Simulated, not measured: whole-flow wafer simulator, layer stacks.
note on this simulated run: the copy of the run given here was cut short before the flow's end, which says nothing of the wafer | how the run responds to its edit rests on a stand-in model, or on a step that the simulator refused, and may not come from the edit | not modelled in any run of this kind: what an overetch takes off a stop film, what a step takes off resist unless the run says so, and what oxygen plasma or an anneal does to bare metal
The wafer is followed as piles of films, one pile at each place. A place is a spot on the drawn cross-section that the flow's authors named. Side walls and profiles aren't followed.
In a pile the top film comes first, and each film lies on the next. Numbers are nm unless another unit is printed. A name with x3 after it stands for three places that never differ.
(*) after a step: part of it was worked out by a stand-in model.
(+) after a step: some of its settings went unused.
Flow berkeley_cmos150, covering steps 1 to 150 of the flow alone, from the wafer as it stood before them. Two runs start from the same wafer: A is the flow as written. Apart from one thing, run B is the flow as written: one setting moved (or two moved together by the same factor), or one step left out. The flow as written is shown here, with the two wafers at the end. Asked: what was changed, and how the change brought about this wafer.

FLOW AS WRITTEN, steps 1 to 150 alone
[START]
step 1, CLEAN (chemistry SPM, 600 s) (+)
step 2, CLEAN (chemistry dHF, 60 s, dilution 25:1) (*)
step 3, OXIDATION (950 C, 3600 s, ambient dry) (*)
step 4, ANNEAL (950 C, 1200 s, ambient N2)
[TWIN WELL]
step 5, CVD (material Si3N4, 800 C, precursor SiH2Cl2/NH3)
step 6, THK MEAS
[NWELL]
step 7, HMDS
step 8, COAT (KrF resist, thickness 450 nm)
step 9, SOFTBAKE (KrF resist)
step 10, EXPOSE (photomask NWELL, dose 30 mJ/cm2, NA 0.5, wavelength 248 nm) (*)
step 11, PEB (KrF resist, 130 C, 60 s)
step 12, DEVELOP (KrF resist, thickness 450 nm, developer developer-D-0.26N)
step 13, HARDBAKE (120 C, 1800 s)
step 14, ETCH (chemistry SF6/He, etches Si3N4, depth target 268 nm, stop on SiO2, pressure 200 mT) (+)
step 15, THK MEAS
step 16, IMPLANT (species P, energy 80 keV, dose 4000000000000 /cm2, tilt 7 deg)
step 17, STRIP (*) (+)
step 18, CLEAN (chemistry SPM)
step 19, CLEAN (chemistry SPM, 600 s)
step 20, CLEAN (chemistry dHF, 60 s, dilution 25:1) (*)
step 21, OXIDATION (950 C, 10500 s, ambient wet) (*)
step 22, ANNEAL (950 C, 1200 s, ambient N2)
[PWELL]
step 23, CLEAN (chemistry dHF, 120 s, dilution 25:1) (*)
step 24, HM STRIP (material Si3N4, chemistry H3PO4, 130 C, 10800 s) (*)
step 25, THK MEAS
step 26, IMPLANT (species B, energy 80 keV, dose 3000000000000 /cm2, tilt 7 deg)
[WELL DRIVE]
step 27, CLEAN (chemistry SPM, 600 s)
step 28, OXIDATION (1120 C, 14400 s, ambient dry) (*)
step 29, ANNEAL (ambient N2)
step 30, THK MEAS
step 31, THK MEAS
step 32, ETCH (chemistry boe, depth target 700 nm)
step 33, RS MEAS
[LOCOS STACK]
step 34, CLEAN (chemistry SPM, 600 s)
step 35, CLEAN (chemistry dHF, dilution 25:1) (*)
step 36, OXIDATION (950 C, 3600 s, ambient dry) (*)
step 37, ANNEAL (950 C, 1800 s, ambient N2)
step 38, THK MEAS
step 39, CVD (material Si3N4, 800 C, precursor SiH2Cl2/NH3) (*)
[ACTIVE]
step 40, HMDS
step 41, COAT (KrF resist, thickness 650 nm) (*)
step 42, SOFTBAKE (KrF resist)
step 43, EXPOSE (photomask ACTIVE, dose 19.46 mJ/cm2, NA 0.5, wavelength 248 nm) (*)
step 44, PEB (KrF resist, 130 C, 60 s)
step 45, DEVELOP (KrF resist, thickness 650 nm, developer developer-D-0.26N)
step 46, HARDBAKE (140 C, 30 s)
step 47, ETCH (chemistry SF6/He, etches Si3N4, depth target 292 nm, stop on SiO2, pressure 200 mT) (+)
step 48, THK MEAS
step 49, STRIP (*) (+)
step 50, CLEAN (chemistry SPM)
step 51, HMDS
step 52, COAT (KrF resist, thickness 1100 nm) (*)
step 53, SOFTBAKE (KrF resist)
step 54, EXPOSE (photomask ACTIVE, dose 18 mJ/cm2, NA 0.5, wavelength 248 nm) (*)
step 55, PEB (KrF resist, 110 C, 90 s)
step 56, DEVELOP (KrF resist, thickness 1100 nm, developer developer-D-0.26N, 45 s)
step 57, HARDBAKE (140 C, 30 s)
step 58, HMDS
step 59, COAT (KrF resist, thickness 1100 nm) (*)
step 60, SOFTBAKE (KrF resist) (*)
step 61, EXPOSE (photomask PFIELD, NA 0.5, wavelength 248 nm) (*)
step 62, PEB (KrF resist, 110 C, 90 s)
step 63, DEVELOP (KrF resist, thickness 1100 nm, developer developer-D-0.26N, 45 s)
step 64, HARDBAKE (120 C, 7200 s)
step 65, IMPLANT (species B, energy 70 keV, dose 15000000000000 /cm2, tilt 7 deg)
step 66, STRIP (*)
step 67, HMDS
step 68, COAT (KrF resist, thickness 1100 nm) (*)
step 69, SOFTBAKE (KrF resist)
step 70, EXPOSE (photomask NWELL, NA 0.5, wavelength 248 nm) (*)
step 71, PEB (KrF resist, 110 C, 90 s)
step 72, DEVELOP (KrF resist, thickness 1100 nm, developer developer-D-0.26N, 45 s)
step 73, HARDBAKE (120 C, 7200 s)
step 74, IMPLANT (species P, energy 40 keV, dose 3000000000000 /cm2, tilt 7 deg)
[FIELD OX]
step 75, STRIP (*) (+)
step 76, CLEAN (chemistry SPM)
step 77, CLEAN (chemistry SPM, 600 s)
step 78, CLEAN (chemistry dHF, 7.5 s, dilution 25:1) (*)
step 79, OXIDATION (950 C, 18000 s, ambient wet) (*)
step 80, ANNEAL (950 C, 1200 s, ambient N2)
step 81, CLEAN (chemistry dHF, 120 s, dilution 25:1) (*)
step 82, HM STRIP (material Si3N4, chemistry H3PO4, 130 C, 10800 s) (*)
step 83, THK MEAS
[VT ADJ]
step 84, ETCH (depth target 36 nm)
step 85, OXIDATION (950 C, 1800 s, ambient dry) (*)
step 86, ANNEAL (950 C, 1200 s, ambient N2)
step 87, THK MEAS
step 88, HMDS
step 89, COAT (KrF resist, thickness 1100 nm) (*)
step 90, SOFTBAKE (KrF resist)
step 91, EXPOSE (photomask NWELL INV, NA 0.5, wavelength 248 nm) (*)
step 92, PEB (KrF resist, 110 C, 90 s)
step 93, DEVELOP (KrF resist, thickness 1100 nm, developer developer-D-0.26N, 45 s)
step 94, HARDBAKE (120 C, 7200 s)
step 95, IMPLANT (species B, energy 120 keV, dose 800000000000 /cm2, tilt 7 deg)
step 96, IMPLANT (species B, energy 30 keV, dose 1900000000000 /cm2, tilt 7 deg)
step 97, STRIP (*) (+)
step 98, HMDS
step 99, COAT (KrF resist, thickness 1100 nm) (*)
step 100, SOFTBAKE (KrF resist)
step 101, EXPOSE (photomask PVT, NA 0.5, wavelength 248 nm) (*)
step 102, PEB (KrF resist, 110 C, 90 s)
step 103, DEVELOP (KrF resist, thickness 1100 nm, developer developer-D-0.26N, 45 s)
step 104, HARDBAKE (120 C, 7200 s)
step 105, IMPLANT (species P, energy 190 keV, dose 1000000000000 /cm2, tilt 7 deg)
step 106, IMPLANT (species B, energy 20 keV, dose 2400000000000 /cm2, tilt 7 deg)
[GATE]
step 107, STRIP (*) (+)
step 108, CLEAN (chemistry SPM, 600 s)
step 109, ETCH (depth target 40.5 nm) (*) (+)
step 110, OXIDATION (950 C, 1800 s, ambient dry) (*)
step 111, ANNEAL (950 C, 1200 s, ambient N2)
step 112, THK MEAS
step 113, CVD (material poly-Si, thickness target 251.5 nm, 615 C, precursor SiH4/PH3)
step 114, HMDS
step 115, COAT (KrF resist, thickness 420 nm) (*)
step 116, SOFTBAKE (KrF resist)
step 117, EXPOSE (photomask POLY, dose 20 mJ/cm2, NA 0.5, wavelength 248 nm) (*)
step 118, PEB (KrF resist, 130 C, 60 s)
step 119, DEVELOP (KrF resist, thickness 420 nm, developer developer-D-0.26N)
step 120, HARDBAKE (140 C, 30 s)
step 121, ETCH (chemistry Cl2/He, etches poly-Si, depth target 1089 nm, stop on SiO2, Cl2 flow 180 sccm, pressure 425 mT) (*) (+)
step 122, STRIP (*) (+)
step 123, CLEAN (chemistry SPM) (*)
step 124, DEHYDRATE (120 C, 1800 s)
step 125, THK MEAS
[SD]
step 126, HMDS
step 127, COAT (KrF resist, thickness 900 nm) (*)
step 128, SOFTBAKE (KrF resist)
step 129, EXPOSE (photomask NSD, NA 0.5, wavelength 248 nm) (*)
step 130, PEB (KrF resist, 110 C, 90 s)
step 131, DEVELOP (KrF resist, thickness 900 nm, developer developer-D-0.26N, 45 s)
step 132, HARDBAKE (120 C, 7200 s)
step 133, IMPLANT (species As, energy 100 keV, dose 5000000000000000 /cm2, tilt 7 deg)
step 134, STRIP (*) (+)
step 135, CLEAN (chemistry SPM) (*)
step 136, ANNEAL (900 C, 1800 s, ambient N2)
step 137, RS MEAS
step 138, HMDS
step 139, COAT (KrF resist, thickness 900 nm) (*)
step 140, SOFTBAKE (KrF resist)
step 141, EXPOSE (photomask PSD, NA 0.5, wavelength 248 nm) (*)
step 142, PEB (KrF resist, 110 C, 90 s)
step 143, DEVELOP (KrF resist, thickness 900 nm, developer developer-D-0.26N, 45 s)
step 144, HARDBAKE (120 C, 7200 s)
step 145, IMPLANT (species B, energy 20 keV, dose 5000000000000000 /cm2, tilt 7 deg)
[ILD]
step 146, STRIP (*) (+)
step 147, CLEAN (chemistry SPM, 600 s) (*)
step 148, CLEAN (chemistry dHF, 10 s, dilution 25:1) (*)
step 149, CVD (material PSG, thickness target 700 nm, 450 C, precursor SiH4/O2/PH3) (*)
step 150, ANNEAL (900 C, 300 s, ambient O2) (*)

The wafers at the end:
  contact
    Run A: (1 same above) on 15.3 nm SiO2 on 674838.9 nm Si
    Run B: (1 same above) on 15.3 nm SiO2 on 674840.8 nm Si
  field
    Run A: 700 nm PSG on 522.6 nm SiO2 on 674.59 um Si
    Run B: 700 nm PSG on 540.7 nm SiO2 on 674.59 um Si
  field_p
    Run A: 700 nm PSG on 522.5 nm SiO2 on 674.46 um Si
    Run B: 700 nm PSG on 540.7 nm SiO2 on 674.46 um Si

What caused this: step 84, ETCH: depth target 17.75 nm was run, while the flow as written has depth target 36 nm.

Step by step, how the change led to this:
  step 84, ETCH (depth target 36 nm)
      gate_n, sd_p, gate_p, contact, m1: A SiO2 loses 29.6 (all of it) | B SiO2 loses 17.8
      field, field_p: A SiO2 loses 36 | B SiO2 loses 17.8
      (and at 1 other place as well)
  step 85, OXIDATION (950 C, 1800 s, ambient dry) (*)
      gate_n, sd_p, gate_p, contact, m1: A SiO2 gains 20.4 (new film), Si loses 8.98 | B SiO2 gains 16, Si loses 7.04
      sd_n: A SiO2 gains 12.2, Si loses 5.35 | B SiO2 gains 8.87, Si loses 3.9
  step 109, ETCH (depth target 40.5 nm) (*) (+)
      sd_n: A SiO2 loses 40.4 (all of it) | B SiO2 loses 40.5
      gate_n, sd_p, gate_p, contact, m1: A SiO2 loses 20.4 (all of it) | B SiO2 loses 27.8 (all of it)
  step 110, OXIDATION (950 C, 1800 s, ambient dry) (*)
      sd_n: A SiO2 gains 20.4 (new film), Si loses 8.98 | B SiO2 gains 14.2, Si loses 6.24
  step 122, STRIP (*) (+)
      gate_n: A chemical SiO2 gains 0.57 (new film), KrF resist loses 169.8 (all of it), poly-Si loses 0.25 | B chemical SiO2 gains 0.57 (new film), KrF resist loses 175.9 (all of it), poly-Si loses 0.25
